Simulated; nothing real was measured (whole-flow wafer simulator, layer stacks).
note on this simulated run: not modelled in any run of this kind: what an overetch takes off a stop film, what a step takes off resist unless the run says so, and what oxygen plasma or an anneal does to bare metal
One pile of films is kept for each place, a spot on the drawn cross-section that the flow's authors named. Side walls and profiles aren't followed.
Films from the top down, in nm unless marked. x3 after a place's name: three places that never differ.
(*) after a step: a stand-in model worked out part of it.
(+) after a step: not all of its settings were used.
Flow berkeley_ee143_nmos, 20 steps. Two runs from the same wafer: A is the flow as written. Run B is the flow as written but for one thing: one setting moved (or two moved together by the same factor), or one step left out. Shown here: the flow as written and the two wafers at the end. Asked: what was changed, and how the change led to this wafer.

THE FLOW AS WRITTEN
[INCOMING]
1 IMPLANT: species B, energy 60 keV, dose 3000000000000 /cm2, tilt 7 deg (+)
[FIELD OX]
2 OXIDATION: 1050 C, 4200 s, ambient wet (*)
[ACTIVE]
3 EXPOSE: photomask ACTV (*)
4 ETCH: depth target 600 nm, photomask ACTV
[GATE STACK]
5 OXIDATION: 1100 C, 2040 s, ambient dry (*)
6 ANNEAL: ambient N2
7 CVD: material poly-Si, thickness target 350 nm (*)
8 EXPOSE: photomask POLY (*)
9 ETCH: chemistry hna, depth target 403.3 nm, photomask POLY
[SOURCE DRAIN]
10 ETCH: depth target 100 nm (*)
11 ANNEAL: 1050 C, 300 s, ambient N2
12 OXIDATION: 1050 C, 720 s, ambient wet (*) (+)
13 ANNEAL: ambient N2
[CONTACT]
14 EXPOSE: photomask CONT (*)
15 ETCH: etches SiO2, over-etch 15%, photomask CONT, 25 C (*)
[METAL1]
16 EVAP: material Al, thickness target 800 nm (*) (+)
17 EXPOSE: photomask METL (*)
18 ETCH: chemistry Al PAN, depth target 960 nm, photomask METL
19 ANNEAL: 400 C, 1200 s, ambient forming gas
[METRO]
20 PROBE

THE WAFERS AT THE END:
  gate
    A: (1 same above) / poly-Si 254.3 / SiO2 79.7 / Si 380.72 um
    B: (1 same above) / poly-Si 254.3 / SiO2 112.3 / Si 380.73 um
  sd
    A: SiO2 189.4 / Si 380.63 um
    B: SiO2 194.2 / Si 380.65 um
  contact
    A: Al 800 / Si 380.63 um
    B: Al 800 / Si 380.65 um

The cause: step 4, ETCH: depth target 499 nm was run, where the flow has depth target 600 nm.

How the change led to this, step by step:
  4 ETCH: depth target 600 nm, photomask ACTV
      gate, sd, contact: A SiO2 -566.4 (all of it) | B SiO2 -499
  5 OXIDATION: 1100 C, 2040 s, ambient dry (*)
      gate, sd, contact: A SiO2 +79.7 (new film), Si -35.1 | B SiO2 +45, Si -19.8
  10 ETCH: depth target 100 nm (*)
      sd, contact: A SiO2 -79.7 (all of it) | B SiO2 -100
  12 OXIDATION: 1050 C, 720 s, ambient wet (*) (+)
      sd, contact: A SiO2 +189.4 (new film), Si -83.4 | B SiO2 +181.8, Si -80
  15 ETCH: etches SiO2, over-etch 15%, photomask CONT, 25 C (*)
      contact: A SiO2 -189.4 (all of it) | B SiO2 -194.2 (all of it)
